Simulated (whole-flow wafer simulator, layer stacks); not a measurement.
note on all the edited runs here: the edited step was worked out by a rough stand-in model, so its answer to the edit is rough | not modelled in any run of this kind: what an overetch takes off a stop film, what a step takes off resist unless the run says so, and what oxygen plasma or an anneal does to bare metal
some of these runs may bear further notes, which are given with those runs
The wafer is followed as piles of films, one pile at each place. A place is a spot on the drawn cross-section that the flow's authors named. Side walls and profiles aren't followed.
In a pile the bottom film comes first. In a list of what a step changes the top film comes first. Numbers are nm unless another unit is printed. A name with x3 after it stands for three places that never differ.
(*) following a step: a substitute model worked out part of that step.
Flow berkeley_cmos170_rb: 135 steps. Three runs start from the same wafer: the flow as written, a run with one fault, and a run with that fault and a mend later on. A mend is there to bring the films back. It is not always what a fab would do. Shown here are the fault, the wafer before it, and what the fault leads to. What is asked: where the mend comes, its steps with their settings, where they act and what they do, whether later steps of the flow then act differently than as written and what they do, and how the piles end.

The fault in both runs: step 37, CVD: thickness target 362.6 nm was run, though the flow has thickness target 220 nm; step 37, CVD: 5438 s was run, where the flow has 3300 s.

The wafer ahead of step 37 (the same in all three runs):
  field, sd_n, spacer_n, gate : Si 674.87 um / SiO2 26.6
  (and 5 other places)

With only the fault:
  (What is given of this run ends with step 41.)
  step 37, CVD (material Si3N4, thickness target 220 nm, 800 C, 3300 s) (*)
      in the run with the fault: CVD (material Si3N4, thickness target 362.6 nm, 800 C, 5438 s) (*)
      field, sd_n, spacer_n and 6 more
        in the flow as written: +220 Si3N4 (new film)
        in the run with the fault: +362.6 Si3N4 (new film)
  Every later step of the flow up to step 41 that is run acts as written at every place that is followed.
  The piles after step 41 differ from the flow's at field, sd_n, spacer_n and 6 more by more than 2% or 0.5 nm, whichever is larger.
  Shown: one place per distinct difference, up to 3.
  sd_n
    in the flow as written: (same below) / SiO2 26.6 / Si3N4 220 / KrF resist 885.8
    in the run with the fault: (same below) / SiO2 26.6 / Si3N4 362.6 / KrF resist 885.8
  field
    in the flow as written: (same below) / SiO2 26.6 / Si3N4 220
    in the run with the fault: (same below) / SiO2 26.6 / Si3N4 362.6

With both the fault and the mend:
  The mend follows step 37.
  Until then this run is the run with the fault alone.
  step 37a, ETCH (chemistry h3po4, depth target 416.6 nm) (the flow's step 30, run once more with other settings)
      field, sd_n, spacer_n and 6 more
        -362.6 Si3N4 (all of it)
  step 37b, CLEAN (*)
      leaves every film unchanged at each place that is followed
  step 37c, CVD (material Si3N4, thickness target 220 nm, 800 C, 3300 s) (*) (the flow's step 37, run once more)
      field, sd_n, spacer_n and 6 more
        +220 Si3N4 (new film)
  Every later step of the flow that is run acts as written at every place that is followed.
  The piles end the same as the flow's at every place that both follow.
